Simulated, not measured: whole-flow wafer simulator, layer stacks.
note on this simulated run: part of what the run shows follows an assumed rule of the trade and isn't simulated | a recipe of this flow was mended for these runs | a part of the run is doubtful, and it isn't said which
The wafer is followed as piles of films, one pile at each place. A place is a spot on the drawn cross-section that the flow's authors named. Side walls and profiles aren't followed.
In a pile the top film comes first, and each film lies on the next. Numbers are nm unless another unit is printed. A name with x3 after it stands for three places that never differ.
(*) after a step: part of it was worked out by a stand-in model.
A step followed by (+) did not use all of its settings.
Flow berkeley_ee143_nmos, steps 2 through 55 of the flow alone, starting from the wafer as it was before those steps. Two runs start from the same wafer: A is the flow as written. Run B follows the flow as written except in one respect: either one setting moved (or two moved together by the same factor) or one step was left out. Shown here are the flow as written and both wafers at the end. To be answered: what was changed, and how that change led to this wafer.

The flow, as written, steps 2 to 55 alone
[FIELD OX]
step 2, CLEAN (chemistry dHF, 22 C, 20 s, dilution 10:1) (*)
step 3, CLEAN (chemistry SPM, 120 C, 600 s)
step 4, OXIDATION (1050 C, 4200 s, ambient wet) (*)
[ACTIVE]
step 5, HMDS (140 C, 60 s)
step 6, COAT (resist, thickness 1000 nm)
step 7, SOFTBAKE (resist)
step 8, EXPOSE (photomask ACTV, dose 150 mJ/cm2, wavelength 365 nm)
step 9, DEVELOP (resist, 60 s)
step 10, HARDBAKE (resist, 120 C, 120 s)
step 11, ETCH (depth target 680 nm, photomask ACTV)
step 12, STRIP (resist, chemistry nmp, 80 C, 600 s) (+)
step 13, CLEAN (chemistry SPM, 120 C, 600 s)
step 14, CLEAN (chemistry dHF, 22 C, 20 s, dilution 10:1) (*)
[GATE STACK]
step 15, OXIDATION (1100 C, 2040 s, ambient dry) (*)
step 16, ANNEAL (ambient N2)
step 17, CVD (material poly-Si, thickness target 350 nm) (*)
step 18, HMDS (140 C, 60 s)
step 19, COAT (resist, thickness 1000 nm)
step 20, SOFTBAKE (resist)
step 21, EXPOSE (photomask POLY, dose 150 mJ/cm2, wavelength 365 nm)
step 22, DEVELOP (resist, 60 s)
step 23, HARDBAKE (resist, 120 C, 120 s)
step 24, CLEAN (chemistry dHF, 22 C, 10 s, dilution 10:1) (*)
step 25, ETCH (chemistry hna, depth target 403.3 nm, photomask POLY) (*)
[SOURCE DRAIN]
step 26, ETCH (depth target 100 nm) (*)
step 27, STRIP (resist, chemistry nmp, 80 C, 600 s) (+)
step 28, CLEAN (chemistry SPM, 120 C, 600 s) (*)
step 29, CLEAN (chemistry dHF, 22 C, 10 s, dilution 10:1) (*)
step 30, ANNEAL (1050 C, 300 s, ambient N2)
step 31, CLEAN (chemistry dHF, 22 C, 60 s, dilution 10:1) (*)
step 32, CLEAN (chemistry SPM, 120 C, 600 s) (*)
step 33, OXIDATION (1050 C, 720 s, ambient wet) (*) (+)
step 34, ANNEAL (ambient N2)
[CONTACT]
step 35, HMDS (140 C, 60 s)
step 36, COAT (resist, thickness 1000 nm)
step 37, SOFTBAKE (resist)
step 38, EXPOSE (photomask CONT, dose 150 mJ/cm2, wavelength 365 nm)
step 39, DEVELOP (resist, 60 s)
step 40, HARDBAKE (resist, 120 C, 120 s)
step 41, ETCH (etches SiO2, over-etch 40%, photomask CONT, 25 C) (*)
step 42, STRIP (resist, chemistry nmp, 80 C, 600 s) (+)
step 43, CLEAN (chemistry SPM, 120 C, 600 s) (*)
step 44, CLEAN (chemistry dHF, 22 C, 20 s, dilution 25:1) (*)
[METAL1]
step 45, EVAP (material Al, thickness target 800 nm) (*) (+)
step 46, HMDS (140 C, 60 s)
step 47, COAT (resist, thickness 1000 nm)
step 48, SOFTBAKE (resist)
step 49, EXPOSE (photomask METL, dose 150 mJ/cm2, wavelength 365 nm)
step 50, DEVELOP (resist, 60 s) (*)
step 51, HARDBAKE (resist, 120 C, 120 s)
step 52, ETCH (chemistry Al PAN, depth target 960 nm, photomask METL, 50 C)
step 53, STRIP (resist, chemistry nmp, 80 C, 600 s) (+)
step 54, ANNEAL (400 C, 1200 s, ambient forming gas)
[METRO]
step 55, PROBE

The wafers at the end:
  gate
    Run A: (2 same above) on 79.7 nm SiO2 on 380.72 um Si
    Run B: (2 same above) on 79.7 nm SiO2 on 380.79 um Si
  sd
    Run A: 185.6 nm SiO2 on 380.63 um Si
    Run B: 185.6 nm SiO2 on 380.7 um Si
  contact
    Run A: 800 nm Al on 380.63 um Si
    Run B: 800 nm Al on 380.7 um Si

What caused this: step 4, OXIDATION: 2400 s was run, though the flow has 4200 s.

How this came from the change, step by step:
  step 4, OXIDATION (1050 C, 4200 s, ambient wet) (*)
      gate, sd, contact, field: A SiO2 gains 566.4 (new film), chemical SiO2 loses 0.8 (all of it), Si loses 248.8 | B SiO2 gains 403.3 (new film), chemical SiO2 loses 0.8 (all of it), Si loses 177.1
  step 11, ETCH (depth target 680 nm, photomask ACTV)
      gate, sd, contact: A SiO2 loses 566.4 (all of it) | B SiO2 loses 403.3 (all of it)
  step 15, OXIDATION (1100 C, 2040 s, ambient dry) (*)
      field: A SiO2 gains 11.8, Si loses 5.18 | B SiO2 gains 15.7, Si loses 6.92
  step 19, COAT (resist, thickness 1000 nm)
      gate: A resist gains 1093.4 (new film) | B resist gains 1065.3 (new film)
      contact: A resist gains 1092 (new film) | B resist gains 1064.4 (new film)
      (also at 1 further place)
  step 22, DEVELOP (resist, 60 s)
      contact: A resist loses 1092 (all of it) | B resist loses 1064.4 (all of it)
      field: A resist loses 689.8 (all of it) | B resist loses 782 (all of it)
  step 23, HARDBAKE (resist, 120 C, 120 s)
      gate: A resist loses 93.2 | B resist loses 90.7
  step 27, STRIP (resist, chemistry nmp, 80 C, 600 s) (+)
      gate: A resist loses 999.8 (all of it) | B resist loses 974.2 (all of it)
  step 33, OXIDATION (1050 C, 720 s, ambient wet) (*) (+)
      field: A SiO2 gains 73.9, Si loses 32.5 | B SiO2 gains 97.1, Si loses 42.7
  step 36, COAT (resist, thickness 1000 nm)
      gate: A resist gains 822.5 (new film) | B resist gains 799.9 (new film)
      field: A resist gains 850.4 (new film) | B resist gains 947.1 (new film)
  step 40, HARDBAKE (resist, 120 C, 120 s)
      gate: A resist loses 69 | B resist loses 66.9
      field: A resist loses 71.4 | B resist loses 80.1
  step 42, STRIP (resist, chemistry nmp, 80 C, 600 s) (+)
      gate: A resist loses 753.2 (all of it) | B resist loses 732.5 (all of it)
      field: A resist loses 778.6 (all of it) | B resist loses 866.7 (all of it)
  step 47, COAT (resist, thickness 1000 nm)
      gate: A resist gains 834.7 (new film) | B resist gains 809.4 (new film)
      field: A resist gains 854.5 (new film) | B resist gains 945.7 (new film)
  step 50, DEVELOP (resist, 60 s) (*)
      gate: A resist loses 834.7 (all of it), Al loses 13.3 | B resist loses 809.4 (all of it), Al loses 13.3
      field: A resist loses 854.5 (all of it), Al loses 13.3 | B resist loses 945.7 (all of it), Al loses 13.3
  step 51, HARDBAKE (resist, 120 C, 120 s)
      contact: A resist loses 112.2 | B resist loses 109.8
